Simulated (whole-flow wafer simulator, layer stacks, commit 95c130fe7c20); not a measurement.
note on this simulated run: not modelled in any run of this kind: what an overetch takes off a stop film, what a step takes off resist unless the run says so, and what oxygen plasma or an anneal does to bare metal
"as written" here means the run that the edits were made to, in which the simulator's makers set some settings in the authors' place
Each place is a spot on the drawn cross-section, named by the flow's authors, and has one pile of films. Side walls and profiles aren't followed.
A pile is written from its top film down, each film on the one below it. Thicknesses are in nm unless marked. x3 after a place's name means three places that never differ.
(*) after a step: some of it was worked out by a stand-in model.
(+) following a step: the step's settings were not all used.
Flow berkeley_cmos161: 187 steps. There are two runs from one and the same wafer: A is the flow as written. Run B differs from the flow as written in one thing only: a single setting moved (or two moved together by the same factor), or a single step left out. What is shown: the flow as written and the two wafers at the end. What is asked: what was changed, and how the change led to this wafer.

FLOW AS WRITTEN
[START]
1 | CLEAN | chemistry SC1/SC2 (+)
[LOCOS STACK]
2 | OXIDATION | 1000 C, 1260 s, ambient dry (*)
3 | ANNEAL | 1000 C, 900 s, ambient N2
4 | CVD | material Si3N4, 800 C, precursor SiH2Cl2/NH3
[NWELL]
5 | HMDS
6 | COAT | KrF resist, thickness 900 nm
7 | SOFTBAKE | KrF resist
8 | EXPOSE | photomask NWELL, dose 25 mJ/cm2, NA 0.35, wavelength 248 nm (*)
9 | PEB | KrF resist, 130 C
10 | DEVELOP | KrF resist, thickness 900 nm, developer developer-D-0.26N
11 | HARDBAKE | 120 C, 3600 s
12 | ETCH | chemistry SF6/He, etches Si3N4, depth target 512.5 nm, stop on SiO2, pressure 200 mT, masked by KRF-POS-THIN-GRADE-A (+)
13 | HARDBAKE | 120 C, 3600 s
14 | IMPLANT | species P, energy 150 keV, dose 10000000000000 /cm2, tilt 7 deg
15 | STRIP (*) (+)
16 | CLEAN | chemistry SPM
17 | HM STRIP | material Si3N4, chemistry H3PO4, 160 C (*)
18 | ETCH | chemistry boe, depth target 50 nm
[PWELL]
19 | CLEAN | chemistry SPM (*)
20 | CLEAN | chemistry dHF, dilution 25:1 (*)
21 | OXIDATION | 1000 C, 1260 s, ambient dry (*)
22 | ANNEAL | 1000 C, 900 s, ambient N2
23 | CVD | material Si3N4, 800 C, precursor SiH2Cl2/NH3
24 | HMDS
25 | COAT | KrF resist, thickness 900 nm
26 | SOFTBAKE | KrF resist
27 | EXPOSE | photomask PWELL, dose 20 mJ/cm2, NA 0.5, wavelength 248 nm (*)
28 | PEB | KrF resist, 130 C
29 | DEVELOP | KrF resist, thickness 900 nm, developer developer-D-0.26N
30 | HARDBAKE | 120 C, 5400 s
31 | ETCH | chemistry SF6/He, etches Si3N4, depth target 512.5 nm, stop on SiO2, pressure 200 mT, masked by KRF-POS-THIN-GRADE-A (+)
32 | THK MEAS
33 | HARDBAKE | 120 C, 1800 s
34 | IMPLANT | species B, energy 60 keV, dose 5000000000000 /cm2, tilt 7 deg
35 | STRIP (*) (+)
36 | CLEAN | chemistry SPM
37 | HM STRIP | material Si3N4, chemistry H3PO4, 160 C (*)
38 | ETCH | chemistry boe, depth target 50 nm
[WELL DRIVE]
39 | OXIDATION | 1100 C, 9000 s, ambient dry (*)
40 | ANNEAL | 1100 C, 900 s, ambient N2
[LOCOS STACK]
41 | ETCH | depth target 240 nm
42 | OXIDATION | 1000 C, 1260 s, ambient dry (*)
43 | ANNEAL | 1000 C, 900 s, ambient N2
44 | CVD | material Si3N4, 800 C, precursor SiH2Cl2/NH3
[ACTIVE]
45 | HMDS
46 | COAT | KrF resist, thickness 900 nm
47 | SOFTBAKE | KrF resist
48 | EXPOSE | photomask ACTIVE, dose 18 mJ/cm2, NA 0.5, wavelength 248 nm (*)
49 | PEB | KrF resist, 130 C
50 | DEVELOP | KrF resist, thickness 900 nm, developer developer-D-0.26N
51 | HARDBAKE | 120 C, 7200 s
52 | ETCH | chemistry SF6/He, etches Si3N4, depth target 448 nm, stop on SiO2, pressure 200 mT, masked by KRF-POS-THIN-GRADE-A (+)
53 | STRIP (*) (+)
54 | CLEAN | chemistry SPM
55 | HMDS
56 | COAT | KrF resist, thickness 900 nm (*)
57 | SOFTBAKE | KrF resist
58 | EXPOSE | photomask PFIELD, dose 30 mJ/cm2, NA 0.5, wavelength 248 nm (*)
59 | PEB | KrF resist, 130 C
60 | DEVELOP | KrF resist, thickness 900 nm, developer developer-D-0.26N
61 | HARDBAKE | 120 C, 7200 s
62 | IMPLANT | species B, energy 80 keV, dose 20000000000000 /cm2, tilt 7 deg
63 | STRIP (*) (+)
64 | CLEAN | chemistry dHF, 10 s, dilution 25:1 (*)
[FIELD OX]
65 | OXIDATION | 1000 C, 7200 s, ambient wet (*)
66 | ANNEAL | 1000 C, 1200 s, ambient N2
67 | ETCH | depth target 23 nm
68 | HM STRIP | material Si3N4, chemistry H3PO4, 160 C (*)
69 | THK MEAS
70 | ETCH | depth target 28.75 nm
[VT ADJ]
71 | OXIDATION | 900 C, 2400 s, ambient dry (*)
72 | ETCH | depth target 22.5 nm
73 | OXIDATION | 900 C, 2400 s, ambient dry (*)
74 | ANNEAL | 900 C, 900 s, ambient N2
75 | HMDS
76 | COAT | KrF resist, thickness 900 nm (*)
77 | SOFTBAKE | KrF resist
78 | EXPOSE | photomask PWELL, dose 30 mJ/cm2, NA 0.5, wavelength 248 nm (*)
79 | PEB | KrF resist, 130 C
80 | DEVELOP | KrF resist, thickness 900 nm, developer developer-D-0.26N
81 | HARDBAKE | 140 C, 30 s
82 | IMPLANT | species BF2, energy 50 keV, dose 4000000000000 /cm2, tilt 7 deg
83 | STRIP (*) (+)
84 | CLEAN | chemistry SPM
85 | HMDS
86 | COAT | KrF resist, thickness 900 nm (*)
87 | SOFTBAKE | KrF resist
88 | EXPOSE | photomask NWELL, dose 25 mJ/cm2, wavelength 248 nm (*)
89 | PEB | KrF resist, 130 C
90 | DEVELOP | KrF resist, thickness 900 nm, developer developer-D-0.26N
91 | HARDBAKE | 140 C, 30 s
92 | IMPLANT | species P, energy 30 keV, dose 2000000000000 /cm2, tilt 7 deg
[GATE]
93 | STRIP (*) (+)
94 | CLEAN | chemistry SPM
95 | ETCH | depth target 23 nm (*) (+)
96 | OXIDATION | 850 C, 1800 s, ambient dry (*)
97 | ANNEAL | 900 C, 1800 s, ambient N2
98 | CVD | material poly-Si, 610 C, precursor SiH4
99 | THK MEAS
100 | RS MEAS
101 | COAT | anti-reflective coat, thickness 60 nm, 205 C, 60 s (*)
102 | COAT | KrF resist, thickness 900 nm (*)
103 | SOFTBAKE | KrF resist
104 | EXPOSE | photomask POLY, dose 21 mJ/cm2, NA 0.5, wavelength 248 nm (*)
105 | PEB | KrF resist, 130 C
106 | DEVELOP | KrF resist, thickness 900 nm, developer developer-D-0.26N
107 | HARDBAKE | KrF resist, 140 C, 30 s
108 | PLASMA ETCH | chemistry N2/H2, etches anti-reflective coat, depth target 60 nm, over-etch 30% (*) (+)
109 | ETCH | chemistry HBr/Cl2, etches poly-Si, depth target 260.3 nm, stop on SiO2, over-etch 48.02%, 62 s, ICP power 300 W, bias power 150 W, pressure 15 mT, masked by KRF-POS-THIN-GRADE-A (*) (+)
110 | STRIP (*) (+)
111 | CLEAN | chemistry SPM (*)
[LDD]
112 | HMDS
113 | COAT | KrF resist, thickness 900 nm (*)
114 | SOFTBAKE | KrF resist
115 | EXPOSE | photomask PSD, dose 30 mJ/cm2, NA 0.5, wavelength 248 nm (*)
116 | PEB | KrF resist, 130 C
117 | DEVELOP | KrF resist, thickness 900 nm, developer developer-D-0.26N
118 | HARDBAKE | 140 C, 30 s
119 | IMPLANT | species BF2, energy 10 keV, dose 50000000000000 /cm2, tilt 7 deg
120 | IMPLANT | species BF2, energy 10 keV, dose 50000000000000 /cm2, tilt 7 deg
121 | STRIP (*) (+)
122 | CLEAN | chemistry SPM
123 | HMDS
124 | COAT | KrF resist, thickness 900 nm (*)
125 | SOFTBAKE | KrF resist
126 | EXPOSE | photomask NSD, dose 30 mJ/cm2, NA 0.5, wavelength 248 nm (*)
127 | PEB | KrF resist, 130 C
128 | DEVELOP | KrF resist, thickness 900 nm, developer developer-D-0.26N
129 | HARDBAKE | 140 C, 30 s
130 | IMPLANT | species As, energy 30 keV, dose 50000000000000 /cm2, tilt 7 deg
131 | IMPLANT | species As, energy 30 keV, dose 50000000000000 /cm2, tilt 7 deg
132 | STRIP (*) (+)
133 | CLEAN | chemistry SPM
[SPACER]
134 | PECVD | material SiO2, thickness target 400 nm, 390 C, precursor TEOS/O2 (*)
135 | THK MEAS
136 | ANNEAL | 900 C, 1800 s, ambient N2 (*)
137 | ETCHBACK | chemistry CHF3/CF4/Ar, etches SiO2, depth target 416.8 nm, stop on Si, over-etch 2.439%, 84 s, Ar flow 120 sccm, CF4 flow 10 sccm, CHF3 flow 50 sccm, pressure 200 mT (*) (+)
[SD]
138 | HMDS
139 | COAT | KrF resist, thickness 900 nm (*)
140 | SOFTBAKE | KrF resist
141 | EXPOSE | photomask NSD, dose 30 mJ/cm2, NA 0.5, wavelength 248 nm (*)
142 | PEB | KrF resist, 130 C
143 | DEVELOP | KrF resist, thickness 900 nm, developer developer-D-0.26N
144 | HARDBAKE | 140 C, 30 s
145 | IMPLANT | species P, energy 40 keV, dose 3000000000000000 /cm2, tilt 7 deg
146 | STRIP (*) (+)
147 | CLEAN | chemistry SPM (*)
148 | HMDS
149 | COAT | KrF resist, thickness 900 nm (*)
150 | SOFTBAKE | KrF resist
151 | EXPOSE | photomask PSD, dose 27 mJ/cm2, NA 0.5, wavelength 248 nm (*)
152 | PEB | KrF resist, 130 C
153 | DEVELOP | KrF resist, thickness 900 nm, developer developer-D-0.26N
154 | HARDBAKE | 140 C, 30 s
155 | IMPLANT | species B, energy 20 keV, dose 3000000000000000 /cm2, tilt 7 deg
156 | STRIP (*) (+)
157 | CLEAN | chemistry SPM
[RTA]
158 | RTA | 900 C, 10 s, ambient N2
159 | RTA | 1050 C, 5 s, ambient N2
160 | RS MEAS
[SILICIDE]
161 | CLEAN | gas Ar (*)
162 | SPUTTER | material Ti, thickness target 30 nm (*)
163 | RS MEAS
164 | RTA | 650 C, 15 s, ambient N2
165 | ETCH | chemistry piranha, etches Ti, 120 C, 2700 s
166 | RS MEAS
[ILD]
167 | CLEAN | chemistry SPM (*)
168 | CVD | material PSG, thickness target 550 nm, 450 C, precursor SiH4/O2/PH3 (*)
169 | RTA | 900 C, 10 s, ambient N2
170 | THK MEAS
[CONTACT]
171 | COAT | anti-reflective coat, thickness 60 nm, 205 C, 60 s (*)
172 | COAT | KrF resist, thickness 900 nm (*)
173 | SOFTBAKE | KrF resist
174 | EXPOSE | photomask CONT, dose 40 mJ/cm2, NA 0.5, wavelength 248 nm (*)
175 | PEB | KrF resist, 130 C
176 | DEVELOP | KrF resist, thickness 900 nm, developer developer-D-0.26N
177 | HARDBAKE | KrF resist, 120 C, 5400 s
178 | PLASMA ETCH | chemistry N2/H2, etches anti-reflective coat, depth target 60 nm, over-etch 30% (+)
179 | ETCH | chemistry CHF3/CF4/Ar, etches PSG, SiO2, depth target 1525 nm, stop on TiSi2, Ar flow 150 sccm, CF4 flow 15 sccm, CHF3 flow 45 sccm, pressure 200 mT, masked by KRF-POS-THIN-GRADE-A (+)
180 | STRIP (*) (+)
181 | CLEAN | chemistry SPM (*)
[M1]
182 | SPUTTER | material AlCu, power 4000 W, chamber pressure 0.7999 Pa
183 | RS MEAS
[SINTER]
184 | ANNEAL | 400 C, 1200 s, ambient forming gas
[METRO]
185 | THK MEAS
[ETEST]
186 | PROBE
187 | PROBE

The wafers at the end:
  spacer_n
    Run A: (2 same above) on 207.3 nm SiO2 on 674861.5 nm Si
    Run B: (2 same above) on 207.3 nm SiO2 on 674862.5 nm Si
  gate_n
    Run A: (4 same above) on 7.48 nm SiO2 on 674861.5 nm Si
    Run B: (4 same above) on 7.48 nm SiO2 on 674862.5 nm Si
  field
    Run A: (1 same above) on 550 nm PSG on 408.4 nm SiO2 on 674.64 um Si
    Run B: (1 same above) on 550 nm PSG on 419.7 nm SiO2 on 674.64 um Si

The reason: step 70, ETCH: depth target 17.36 nm was run, whereas the flow has depth target 28.75 nm.

The path from the change to this, step by step:
  70 | ETCH | depth target 28.75 nm
      spacer_n, gate_n, spacer_p, gate_p, contact, m1: A -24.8 SiO2 (all of it) | B -17.4 SiO2
      sd_n, sd_p: A -25 SiO2 (all of it) | B -17.4 SiO2
      (as well as at 1 more place)
  71 | OXIDATION | 900 C, 2400 s, ambient dry (*)
      spacer_n, gate_n, spacer_p, gate_p, contact, m1: A +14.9 SiO2 (new film), -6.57 Si | B +12.5 SiO2, -5.5 Si
      sd_n, sd_p: A +14.9 SiO2 (new film), -6.57 Si | B +12.4 SiO2, -5.48 Si
  72 | ETCH | depth target 22.5 nm
      spacer_n, gate_n, spacer_p, gate_p, contact, m1: A -14.9 SiO2 (all of it) | B -19.9 SiO2 (all of it)
      sd_n, sd_p: A -14.9 SiO2 (all of it) | B -20.1 SiO2 (all of it)
  101 | COAT | anti-reflective coat, thickness 60 nm, 205 C, 60 s (*)
      sd_n: A +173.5 anti-reflective coat (new film) | B +181.8 anti-reflective coat (new film)
      spacer_n: A +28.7 anti-reflective coat (new film) | B +26.8 anti-reflective coat (new film)
      (as well as at 4 more places)
  108 | PLASMA ETCH | chemistry N2/H2, etches anti-reflective coat, depth target 60 nm, over-etch 30% (*) (+)
      sd_n: A -173.5 anti-reflective coat (all of it), -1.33 poly-Si | B -181.8 anti-reflective coat (all of it), -1.4 poly-Si
      spacer_n: A -28.7 anti-reflective coat (all of it), -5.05 poly-Si | B -26.8 anti-reflective coat (all of it), -5.37 poly-Si
      (as well as at 2 more places)
  110 | STRIP (*) (+)
      gate_n: A +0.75 chemical SiO2 (new film), -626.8 KrF resist (all of it), -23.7 anti-reflective coat (all of it), -0.33 poly-Si | B +0.75 chemical SiO2 (new film), -633.6 KrF resist (all of it), -21.8 anti-reflective coat (all of it), -0.33 poly-Si
      gate_p: A +0.75 chemical SiO2 (new film), -598.2 KrF resist (all of it), -27.9 anti-reflective coat (all of it), -0.33 poly-Si | B +0.75 chemical SiO2 (new film), -602.2 KrF resist (all of it), -26.9 anti-reflective coat (all of it), -0.33 poly-Si
  171 | COAT | anti-reflective coat, thickness 60 nm, 205 C, 60 s (*)
      sd_n: A +149.7 anti-reflective coat (new film) | B +158.2 anti-reflective coat (new film)
      m1: A +97.8 anti-reflective coat (new film) | B +100.3 anti-reflective coat (new film)
  180 | STRIP (*) (+)
      sd_n: A -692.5 KrF resist (all of it), -149.7 anti-reflective coat (all of it) | B -690.8 KrF resist (all of it), -158.2 anti-reflective coat (all of it)
      m1: A -739.9 KrF resist (all of it), -97.8 anti-reflective coat (all of it) | B -743.8 KrF resist (all of it), -100.3 anti-reflective coat (all of it)
